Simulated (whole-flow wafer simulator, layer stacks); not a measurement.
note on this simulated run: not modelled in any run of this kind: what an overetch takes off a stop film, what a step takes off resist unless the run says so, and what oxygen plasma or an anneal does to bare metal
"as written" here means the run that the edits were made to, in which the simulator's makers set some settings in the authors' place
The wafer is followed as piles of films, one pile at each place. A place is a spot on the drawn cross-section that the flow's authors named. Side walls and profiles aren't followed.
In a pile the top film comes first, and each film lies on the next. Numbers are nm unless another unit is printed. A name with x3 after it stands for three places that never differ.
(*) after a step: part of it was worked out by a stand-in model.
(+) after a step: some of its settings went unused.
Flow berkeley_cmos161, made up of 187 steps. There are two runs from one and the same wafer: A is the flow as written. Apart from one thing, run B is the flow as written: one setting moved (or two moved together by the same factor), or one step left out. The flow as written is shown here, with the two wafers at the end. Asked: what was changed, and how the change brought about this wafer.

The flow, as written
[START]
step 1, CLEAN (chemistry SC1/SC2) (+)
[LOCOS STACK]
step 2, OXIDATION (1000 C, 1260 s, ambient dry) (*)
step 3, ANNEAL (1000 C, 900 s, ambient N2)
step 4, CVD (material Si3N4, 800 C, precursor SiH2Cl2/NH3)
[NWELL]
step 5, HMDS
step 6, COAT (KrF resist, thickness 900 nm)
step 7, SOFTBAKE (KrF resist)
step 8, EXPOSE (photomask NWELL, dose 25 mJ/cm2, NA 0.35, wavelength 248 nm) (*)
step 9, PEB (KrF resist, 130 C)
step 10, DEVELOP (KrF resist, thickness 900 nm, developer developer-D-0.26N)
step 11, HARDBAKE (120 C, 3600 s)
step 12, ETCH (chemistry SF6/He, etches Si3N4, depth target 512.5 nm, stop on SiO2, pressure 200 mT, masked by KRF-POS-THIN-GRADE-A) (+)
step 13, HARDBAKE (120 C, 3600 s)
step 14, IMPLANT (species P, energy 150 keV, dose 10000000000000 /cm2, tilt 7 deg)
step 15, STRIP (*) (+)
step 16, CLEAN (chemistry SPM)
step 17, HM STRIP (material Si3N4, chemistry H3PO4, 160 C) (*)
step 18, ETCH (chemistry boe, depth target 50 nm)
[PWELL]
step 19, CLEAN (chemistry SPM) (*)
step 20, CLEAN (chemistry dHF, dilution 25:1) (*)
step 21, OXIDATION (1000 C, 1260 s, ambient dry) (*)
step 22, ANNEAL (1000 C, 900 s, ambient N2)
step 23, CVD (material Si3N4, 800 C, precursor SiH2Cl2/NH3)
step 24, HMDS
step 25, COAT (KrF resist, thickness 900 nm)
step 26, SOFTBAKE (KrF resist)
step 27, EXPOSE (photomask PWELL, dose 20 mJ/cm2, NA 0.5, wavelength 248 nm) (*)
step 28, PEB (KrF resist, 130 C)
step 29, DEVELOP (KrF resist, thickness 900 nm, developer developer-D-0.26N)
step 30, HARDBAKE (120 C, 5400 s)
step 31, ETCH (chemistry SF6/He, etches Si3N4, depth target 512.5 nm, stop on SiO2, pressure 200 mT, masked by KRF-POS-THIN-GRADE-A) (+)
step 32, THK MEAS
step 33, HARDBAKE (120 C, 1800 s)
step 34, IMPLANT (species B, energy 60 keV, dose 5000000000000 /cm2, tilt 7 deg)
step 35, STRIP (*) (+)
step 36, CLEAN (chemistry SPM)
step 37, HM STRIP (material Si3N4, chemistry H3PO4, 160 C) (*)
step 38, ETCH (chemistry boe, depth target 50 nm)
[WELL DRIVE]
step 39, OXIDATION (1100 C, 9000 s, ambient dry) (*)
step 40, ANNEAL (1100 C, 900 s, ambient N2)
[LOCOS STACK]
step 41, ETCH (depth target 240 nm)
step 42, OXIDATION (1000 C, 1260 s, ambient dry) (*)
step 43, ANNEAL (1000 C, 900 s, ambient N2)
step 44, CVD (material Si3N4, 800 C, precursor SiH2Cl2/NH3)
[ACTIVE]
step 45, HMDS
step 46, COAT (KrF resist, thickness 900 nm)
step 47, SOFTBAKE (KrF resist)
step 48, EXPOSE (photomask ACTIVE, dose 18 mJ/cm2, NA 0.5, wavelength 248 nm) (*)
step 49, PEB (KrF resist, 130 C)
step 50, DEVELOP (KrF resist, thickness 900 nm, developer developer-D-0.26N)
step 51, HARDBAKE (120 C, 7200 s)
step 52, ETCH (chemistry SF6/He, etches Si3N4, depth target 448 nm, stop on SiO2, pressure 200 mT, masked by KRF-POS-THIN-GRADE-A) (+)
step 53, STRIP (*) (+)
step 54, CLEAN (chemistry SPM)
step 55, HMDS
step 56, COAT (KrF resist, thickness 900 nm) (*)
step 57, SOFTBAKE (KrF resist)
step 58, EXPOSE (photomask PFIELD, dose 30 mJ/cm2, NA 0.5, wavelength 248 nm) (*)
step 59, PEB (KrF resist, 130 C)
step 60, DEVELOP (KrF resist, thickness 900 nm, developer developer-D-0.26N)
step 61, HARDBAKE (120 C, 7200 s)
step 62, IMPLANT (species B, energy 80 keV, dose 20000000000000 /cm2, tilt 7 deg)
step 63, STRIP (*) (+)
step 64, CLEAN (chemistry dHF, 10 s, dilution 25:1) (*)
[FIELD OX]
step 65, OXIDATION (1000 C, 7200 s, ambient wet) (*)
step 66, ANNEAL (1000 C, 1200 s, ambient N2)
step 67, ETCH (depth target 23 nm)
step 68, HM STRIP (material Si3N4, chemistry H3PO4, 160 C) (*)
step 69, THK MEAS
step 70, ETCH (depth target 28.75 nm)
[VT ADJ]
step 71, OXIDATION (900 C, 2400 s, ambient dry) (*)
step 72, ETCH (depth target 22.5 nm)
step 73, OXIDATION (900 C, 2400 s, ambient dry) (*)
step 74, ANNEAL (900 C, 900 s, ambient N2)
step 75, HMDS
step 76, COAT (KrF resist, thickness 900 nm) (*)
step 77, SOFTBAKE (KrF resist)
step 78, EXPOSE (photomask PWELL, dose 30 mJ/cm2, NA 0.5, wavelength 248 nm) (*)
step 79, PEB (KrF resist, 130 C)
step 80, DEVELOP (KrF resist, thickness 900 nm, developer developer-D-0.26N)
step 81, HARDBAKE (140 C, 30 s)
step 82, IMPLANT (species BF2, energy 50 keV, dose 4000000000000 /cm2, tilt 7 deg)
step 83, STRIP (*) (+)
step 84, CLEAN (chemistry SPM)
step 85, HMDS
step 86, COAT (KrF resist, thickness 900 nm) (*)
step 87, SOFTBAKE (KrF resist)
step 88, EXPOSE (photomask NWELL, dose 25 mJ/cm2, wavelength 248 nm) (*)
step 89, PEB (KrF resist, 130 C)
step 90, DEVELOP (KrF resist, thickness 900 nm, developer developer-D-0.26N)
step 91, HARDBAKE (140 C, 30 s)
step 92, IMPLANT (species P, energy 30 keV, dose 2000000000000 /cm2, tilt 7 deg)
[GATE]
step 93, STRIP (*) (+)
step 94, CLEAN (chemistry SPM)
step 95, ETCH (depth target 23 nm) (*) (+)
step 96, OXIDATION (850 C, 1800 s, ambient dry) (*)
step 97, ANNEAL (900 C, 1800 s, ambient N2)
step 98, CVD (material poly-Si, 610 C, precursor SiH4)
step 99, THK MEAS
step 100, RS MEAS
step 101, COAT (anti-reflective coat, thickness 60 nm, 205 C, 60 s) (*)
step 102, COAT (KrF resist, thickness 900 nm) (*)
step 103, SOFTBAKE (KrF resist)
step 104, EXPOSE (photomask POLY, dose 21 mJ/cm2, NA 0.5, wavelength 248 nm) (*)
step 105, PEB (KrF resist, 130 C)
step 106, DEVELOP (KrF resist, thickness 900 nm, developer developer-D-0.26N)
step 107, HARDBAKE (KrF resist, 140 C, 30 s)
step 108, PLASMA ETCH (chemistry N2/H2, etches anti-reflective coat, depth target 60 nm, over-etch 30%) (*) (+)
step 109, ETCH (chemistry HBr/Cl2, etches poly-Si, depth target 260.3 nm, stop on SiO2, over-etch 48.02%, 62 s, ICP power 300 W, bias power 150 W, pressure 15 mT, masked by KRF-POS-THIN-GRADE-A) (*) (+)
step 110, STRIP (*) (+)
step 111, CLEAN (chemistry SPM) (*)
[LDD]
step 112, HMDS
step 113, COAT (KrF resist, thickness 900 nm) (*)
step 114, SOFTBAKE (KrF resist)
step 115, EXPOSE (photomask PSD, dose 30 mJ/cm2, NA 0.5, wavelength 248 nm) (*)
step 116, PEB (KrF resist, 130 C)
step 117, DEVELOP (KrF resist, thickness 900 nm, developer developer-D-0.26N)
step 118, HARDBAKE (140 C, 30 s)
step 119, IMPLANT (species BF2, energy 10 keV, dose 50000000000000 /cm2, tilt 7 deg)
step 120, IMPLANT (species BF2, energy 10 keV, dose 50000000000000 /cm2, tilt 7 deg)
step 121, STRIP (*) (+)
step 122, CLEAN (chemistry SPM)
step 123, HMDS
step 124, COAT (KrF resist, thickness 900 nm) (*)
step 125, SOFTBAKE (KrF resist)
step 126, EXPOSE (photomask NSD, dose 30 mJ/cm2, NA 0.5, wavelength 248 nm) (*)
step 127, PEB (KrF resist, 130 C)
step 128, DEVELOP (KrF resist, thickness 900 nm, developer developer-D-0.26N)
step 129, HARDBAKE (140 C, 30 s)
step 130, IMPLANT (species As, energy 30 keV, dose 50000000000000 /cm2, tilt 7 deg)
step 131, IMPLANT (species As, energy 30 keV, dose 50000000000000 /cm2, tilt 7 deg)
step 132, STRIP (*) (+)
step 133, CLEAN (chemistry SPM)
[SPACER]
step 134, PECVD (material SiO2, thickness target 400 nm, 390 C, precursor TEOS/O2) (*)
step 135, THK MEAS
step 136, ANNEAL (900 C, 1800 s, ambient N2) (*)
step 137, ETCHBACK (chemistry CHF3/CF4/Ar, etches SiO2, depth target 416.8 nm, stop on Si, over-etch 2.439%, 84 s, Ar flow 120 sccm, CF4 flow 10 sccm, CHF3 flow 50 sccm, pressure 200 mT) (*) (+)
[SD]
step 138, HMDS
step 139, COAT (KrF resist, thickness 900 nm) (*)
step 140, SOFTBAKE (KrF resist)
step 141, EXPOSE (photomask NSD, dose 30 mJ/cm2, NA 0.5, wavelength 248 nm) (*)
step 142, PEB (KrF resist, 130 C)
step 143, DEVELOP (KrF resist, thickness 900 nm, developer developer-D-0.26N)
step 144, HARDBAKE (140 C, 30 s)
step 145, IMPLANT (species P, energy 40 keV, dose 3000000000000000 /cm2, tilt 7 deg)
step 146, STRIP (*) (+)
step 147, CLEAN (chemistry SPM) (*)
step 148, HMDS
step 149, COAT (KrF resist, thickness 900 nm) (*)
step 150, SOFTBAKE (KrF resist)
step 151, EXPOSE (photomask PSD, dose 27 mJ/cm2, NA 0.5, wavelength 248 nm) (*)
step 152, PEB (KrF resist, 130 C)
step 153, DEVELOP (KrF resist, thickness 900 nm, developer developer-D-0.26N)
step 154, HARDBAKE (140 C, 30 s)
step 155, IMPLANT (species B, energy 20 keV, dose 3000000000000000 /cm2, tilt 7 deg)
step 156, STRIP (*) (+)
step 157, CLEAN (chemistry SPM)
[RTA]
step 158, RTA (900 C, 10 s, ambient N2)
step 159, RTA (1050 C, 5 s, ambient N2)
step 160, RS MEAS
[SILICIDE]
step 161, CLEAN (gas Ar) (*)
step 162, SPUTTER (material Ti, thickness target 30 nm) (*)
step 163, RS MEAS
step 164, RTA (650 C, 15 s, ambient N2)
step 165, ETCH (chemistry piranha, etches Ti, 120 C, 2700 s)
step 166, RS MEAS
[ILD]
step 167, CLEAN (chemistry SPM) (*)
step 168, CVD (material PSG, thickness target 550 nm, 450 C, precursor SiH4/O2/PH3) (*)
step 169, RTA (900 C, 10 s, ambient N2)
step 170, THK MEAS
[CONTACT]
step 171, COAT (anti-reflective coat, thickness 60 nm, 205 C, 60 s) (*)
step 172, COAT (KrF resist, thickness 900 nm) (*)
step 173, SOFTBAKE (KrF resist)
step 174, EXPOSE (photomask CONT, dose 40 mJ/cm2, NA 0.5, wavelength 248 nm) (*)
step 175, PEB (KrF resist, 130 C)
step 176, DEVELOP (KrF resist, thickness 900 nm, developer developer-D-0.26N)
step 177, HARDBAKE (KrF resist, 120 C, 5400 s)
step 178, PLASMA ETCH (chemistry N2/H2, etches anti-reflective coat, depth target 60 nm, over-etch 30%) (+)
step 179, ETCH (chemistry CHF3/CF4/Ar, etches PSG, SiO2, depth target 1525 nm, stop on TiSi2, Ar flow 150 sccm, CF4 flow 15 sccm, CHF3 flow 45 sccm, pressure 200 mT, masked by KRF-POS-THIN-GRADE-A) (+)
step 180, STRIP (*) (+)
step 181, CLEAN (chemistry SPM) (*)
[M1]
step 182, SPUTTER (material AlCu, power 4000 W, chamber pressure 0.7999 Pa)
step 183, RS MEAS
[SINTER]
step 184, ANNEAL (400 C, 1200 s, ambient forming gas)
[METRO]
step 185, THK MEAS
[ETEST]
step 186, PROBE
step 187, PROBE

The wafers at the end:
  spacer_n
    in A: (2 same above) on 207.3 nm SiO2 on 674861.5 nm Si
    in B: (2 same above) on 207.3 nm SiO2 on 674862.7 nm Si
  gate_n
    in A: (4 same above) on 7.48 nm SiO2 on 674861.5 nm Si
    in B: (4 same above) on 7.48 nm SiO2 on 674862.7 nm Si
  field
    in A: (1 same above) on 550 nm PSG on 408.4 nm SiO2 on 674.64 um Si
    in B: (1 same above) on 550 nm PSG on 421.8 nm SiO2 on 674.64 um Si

Cause: step 70, ETCH: depth target 15.24 nm was run, whereas the flow has depth target 28.75 nm.

How this came from the change, step by step:
  step 70, ETCH (depth target 28.75 nm)
      spacer_n, gate_n, spacer_p, gate_p, contact, m1: A -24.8 SiO2 (all of it) | B -15.2 SiO2
      sd_n, sd_p: A -25 SiO2 (all of it) | B -15.2 SiO2
      (as well as at 1 more place)
  step 71, OXIDATION (900 C, 2400 s, ambient dry) (*)
      spacer_n, gate_n, spacer_p, gate_p, contact, m1: A +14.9 SiO2 (new film), -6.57 Si | B +12 SiO2, -5.3 Si
      sd_n, sd_p: A +14.9 SiO2 (new film), -6.57 Si | B +12 SiO2, -5.28 Si
  step 72, ETCH (depth target 22.5 nm)
      spacer_n, gate_n, spacer_p, gate_p, contact, m1: A -14.9 SiO2 (all of it) | B -21.6 SiO2 (all of it)
      sd_n, sd_p: A -14.9 SiO2 (all of it) | B -21.8 SiO2 (all of it)
  step 101, COAT (anti-reflective coat, thickness 60 nm, 205 C, 60 s) (*)
      sd_n: A +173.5 anti-reflective coat (new film) | B +183.1 anti-reflective coat (new film)
      spacer_n: A +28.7 anti-reflective coat (new film) | B +26.5 anti-reflective coat (new film)
      (as well as at 4 more places)
  step 108, PLASMA ETCH (chemistry N2/H2, etches anti-reflective coat, depth target 60 nm, over-etch 30%) (*) (+)
      sd_n: A -173.5 anti-reflective coat (all of it), -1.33 poly-Si | B -183.1 anti-reflective coat (all of it), -1.41 poly-Si
      spacer_n: A -28.7 anti-reflective coat (all of it), -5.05 poly-Si | B -26.5 anti-reflective coat (all of it), -5.42 poly-Si
      (as well as at 2 more places)
  step 110, STRIP (*) (+)
      gate_n: A +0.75 chemical SiO2 (new film), -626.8 KrF resist (all of it), -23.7 anti-reflective coat (all of it), -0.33 poly-Si | B +0.75 chemical SiO2 (new film), -634.8 KrF resist (all of it), -21.5 anti-reflective coat (all of it), -0.33 poly-Si
      gate_p: A +0.75 chemical SiO2 (new film), -598.2 KrF resist (all of it), -27.9 anti-reflective coat (all of it), -0.33 poly-Si | B +0.75 chemical SiO2 (new film), -602.9 KrF resist (all of it), -26.8 anti-reflective coat (all of it), -0.33 poly-Si
  step 171, COAT (anti-reflective coat, thickness 60 nm, 205 C, 60 s) (*)
      sd_n: A +149.7 anti-reflective coat (new film) | B +159.9 anti-reflective coat (new film)
      m1: A +97.8 anti-reflective coat (new film) | B +100.8 anti-reflective coat (new film)
  step 180, STRIP (*) (+)
      sd_n: A -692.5 KrF resist (all of it), -149.7 anti-reflective coat (all of it) | B -690.2 KrF resist (all of it), -159.9 anti-reflective coat (all of it)
      m1: A -739.9 KrF resist (all of it), -97.8 anti-reflective coat (all of it) | B -744.3 KrF resist (all of it), -100.8 anti-reflective coat (all of it)
